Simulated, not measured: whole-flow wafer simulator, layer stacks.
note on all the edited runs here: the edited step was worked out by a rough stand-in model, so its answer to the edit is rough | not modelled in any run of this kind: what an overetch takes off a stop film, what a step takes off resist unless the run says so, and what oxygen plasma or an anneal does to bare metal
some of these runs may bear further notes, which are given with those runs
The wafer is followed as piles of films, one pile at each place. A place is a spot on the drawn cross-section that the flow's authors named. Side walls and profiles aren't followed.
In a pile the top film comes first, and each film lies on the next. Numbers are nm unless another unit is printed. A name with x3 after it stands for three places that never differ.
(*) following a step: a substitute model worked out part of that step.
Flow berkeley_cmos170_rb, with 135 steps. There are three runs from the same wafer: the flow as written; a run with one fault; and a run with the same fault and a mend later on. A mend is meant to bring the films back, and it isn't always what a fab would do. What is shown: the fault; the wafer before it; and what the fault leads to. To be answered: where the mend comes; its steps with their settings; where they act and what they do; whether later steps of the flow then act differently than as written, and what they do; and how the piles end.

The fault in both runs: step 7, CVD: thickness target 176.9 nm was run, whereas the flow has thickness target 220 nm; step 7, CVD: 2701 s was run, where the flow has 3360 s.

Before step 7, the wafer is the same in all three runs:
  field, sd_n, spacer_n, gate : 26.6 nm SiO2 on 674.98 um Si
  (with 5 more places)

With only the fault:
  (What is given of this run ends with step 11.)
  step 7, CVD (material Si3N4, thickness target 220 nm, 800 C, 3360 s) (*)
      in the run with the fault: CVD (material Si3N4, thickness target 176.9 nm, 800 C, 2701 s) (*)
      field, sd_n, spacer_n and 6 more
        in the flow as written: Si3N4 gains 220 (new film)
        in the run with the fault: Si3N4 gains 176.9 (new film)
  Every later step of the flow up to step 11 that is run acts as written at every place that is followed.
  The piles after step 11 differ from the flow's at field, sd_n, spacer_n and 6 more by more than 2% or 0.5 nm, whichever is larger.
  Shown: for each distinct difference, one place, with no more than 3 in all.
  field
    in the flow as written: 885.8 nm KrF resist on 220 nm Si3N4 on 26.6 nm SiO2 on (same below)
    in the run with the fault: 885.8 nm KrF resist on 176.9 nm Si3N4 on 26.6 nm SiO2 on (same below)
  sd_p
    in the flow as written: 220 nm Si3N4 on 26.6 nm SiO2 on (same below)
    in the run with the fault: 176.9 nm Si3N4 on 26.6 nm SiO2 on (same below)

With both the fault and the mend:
  After step 7 comes the mend.
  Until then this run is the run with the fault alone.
  step 7a, CVD (material Si3N4, thickness target 43.12 nm, 800 C, 659 s) (*) (a further turn of the flow's step 7, with different settings)
      field, sd_n, spacer_n and 6 more
        Si3N4 gains 43.1
  Every later step of the flow that is run acts as written at every place that is followed.
  At every place that both follow, the piles at the end match the flow's.
